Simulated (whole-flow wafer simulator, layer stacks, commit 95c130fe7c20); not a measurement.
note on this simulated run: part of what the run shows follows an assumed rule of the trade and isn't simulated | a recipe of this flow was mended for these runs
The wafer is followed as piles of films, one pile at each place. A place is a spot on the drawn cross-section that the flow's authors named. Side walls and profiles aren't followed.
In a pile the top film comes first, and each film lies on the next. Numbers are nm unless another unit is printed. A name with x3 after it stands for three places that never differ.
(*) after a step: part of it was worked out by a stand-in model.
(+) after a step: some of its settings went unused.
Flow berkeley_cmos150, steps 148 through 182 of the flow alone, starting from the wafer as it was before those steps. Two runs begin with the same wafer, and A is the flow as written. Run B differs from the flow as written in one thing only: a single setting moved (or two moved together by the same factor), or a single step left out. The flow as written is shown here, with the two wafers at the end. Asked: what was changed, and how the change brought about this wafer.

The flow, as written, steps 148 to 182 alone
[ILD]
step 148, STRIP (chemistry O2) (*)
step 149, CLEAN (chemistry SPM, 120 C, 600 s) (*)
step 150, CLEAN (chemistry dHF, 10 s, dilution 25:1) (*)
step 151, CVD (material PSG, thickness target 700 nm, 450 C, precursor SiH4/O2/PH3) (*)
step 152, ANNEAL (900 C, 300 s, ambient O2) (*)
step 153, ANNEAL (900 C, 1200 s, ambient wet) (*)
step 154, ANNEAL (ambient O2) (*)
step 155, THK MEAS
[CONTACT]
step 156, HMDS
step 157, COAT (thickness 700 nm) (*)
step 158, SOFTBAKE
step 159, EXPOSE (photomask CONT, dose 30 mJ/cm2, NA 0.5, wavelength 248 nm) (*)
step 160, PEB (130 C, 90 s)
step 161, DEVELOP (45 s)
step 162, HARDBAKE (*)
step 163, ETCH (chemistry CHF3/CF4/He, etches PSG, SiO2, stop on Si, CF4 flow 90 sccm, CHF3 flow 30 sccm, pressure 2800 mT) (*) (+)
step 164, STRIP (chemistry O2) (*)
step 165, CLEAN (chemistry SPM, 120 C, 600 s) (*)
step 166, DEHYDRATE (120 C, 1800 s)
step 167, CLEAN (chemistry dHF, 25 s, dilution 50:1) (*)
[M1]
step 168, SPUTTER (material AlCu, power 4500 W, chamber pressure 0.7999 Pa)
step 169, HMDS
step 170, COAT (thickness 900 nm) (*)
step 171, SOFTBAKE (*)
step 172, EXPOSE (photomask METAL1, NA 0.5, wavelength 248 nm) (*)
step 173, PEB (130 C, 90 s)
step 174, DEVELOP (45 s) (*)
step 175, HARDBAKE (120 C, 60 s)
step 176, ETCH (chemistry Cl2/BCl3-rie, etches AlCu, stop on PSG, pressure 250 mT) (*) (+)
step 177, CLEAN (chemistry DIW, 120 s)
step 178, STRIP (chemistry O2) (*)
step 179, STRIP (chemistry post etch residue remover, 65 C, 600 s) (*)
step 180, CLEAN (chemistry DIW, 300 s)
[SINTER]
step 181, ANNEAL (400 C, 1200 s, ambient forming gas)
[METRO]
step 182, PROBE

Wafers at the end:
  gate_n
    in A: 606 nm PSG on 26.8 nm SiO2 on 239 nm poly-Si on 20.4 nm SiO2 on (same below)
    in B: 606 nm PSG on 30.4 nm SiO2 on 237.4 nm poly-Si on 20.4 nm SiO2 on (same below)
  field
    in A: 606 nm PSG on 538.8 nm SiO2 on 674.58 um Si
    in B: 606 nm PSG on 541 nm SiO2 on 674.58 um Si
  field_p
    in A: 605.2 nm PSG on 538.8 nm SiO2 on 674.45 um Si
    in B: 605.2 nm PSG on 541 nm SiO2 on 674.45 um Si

Cause: step 153, ANNEAL: 1365 s was run, whereas the flow has 1200 s.

Step by step, how the change led to this:
  step 153, ANNEAL (900 C, 1200 s, ambient wet) (*)
      sd_n, contact, m1: A PSG loses 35, SiO2 gains 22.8, Si loses 10 | B PSG loses 35, SiO2 gains 25.9, Si loses 11.4
      field, field_p: A PSG loses 35, SiO2 gains 16.3, Si loses 7.15 | B PSG loses 35, SiO2 gains 18.5, Si loses 8.13
      (also at 3 further places)
  step 163, ETCH (chemistry CHF3/CF4/He, etches PSG, SiO2, stop on Si, CF4 flow 90 sccm, CHF3 flow 30 sccm, pressure 2800 mT) (*) (+)
      contact: A PSG loses 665 (all of it), SiO2 loses 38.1 (all of it), Si loses 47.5 | B PSG loses 665 (all of it), SiO2 loses 41.2 (all of it), Si loses 47.5
